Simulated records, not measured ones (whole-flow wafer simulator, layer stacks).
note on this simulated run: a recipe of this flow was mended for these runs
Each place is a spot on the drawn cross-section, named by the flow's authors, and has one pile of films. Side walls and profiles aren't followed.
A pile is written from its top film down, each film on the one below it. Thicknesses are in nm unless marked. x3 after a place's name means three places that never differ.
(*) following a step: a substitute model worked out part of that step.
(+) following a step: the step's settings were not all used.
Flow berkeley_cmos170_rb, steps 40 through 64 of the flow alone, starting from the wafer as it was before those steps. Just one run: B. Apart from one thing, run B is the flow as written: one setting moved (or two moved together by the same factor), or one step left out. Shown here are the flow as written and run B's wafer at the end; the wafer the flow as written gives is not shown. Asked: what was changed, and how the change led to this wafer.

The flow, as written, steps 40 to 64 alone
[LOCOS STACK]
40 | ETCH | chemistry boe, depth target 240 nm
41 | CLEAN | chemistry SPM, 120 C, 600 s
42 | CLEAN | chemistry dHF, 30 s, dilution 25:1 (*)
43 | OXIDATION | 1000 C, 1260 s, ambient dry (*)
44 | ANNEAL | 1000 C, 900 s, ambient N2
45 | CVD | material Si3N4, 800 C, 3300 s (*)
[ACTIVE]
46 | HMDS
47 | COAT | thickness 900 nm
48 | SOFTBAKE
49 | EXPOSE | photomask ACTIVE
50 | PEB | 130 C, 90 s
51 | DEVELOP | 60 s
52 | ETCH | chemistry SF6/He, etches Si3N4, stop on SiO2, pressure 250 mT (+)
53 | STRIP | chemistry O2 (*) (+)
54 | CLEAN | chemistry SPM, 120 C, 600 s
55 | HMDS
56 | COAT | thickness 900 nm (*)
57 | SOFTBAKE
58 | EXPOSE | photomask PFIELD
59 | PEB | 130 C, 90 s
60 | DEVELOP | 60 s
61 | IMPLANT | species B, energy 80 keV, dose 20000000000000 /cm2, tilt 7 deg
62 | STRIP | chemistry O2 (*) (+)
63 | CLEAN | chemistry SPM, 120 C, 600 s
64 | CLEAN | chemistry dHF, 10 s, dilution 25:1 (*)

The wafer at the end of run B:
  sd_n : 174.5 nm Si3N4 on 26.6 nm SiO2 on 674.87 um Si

What caused this: step 45, CVD: 784 C was run, while the flow as written has 800 C.

Step by step, how the change led to this:
  45 | CVD | material Si3N4, 800 C, 3300 s (*)
      field, sd_n, spacer_n and 6 more: Si3N4 gains 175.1 (new film) (it would be, as written: Si3N4 gains 220 (new film))
  52 | ETCH | chemistry SF6/He, etches Si3N4, stop on SiO2, pressure 250 mT (+)
      sd_n, spacer_n, gate, sd_p, spacer_p, gate_p, contact, m1: KrF-resist loses 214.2 (it would be, as written: KrF-resist loses 263)
      field: Si3N4 loses 175.1 (all of it), SiO2 loses 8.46 (it would be, as written: Si3N4 loses 220 (all of it), SiO2 loses 8.46)
  53 | STRIP | chemistry O2 (*) (+)
      sd_n, spacer_n, gate, sd_p, spacer_p, gate_p, contact, m1: KrF-resist loses 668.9 (all of it) (it would be, as written: KrF-resist loses 620 (all of it))
  56 | COAT | thickness 900 nm (*)
      sd_n: KrF-resist gains 805.6 (new film) (it would be, as written: KrF-resist gains 782.7 (new film))
      sd_p: KrF-resist gains 821.3 (new film) (it would be, as written: KrF-resist gains 802.3 (new film))
      (and at 2 other places as well)
  62 | STRIP | chemistry O2 (*) (+)
      sd_n: KrF-resist loses 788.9 (all of it) (it would be, as written: KrF-resist loses 766.1 (all of it))
      sd_p: KrF-resist loses 804.5 (all of it) (it would be, as written: KrF-resist loses 785.6 (all of it))
      (and at 2 other places as well)
